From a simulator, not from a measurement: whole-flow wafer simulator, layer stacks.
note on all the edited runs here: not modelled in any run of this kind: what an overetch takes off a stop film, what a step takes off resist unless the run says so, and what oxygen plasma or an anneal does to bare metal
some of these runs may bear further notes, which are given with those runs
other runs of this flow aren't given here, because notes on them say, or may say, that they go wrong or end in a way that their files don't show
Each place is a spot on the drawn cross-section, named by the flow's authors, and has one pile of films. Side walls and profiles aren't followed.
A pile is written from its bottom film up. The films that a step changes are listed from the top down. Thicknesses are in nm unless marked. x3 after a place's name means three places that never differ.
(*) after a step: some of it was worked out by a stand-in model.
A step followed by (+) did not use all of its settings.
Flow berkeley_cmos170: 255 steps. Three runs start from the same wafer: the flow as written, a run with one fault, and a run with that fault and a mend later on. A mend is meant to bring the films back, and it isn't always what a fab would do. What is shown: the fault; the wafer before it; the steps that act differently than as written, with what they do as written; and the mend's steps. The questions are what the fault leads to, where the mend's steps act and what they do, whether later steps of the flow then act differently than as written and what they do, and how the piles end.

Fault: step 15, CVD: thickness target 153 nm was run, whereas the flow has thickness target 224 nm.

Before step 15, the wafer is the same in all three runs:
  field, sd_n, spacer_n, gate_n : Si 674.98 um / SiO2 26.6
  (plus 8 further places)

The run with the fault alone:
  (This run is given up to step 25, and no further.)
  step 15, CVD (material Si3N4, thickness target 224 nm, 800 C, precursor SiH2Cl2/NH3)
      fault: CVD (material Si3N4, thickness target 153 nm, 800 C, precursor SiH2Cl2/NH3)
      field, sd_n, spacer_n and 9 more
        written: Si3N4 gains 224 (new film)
        fault: Si3N4 gains 153 (new film)
  Steps later in the flow that act otherwise than as written:
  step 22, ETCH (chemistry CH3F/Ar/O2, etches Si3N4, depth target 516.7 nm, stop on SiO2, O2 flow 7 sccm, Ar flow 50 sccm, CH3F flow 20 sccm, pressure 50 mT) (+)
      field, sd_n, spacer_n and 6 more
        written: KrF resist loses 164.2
        fault: KrF resist loses 116.9
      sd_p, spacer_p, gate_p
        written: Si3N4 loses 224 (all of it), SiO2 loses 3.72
        fault: Si3N4 loses 153 (all of it), SiO2 loses 3.72
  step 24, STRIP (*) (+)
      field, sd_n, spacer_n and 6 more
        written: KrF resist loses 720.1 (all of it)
        fault: KrF resist loses 767.5 (all of it)
  The piles after step 25 differ from the flow's at field, sd_n, spacer_n and 6 more by more than 2% or 0.5 nm, whichever is larger.
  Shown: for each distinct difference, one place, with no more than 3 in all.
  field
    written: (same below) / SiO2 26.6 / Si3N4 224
    fault: (same below) / SiO2 26.6 / Si3N4 153

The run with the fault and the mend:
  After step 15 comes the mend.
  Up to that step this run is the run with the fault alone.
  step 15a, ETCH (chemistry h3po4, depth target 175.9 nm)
      field, sd_n, spacer_n and 9 more
        Si3N4 loses 153 (all of it)
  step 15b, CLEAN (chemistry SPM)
      does not change any film at any place that is followed
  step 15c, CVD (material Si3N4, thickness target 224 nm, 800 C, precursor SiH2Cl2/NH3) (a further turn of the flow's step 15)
      field, sd_n, spacer_n and 9 more
        Si3N4 gains 224 (new film)
  Later steps of the flow that are run all act as written at every place that is followed.
  By the end, the piles equal the flow's at every place that both follow.
